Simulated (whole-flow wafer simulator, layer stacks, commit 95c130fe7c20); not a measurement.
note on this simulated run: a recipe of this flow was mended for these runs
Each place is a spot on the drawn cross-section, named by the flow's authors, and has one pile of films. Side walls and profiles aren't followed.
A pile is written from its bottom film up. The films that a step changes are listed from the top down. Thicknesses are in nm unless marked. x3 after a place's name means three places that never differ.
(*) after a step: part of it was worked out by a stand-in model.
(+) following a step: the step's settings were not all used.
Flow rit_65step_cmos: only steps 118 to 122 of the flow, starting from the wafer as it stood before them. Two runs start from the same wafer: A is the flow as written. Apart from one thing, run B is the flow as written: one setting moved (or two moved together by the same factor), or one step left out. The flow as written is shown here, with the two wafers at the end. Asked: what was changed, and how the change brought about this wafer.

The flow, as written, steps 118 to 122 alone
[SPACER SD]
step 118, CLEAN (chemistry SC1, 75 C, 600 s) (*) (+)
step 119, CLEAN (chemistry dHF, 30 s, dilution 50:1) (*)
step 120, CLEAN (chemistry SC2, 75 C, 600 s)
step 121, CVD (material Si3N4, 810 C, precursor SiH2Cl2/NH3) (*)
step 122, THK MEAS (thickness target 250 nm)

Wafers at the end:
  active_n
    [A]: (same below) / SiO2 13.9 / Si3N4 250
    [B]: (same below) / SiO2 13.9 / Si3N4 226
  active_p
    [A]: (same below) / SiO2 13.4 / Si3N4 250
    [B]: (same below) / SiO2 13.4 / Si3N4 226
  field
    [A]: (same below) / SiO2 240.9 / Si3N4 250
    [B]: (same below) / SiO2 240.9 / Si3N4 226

Cause: step 121, CVD: 802 C was run, though the flow has 810 C.

The path from the change to this, step by step:
  step 121, CVD (material Si3N4, 810 C, precursor SiH2Cl2/NH3) (*)
      field, field_pw, field_nw and 11 more: A Si3N4 gains 250 (new film) | B Si3N4 gains 226 (new film)
